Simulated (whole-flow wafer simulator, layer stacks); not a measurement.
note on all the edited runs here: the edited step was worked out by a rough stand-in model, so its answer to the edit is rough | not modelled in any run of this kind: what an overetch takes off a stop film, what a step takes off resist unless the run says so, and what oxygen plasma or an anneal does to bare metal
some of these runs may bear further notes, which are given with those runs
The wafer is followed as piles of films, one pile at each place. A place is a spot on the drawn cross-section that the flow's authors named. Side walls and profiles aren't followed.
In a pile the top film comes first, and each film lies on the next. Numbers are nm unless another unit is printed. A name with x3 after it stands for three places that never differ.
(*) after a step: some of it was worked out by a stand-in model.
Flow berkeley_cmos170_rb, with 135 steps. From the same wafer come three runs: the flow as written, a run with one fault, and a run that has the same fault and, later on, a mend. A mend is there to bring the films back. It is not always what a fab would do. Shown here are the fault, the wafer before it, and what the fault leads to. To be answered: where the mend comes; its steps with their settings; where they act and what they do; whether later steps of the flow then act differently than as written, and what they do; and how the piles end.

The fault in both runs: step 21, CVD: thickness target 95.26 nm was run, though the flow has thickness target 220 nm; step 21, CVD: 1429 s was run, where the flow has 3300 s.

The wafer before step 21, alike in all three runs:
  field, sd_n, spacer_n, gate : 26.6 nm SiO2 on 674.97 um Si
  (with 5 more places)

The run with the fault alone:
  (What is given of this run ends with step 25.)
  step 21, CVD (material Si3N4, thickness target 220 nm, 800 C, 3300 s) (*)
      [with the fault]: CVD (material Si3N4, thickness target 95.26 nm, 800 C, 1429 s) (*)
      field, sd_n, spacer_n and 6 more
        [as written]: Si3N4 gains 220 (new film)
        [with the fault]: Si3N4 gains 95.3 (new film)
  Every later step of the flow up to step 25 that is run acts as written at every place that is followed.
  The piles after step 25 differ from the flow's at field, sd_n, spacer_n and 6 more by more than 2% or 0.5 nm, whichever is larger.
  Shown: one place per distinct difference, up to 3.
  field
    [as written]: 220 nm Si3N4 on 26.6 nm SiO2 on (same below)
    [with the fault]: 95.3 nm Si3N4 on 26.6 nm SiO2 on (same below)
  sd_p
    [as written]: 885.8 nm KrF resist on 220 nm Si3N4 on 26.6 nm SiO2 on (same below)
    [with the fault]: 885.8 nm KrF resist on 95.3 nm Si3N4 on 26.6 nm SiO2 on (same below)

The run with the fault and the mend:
  The mend follows step 21.
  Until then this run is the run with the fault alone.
  step 21a, ETCH (chemistry h3po4, depth target 109.9 nm) (the flow's step 16, run once more with other settings)
      field, sd_n, spacer_n and 6 more
        Si3N4 loses 95.3 (all of it)
  step 21b, CLEAN (*) (the flow's step 18, run once more)
      alters no film at any place that is followed
  step 21c, CVD (material Si3N4, thickness target 220 nm, 800 C, 3300 s) (*) (the flow's step 21, run once more)
      field, sd_n, spacer_n and 6 more
        Si3N4 gains 220 (new film)
  Every later step of the flow that is run acts as written at every place that is followed.
  At every place that both follow, the piles at the end match the flow's.
